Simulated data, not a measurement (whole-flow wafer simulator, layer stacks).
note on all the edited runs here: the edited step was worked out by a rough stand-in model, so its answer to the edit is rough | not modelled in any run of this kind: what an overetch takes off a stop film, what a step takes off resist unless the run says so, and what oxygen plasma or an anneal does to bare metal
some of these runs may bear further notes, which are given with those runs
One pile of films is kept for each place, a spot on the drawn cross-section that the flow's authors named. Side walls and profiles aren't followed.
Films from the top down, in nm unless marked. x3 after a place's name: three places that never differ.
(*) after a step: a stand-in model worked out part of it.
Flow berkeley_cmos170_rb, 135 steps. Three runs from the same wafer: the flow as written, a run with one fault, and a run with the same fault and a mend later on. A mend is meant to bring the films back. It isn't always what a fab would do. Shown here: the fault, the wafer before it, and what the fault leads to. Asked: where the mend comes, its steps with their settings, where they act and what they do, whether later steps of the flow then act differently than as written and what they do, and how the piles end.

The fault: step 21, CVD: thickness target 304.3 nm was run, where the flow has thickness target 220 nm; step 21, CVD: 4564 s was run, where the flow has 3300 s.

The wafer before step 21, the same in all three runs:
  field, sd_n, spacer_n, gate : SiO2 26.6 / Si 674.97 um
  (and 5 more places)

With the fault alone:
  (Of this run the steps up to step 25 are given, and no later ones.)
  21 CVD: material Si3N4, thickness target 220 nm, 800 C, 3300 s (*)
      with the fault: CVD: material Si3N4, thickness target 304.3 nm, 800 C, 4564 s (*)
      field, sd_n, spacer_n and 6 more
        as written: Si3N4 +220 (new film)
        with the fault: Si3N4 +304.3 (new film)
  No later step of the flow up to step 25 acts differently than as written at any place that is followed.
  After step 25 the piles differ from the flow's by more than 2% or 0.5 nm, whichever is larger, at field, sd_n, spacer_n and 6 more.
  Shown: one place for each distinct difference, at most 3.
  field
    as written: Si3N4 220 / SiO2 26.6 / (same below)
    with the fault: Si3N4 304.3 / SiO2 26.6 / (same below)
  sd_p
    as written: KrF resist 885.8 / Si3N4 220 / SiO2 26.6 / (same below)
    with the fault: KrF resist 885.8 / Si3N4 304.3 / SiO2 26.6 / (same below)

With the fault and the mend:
  The mend comes after step 21.
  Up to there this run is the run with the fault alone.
  21a ETCH: chemistry h3po4, depth target 349.8 nm (the flow's step 16 once more, with other settings)
      field, sd_n, spacer_n and 6 more
        Si3N4 -304.3 (all of it)
  21b CLEAN (*) (the flow's step 18 once more)
      changes no film at any place that is followed
  21c CVD: material Si3N4, thickness target 220 nm, 800 C, 3300 s (*) (the flow's step 21 once more)
      field, sd_n, spacer_n and 6 more
        Si3N4 +220 (new film)
  No later step of the flow acts differently than as written at any place that is followed.
  At the end the piles are the same as the flow's at every place that both follow.
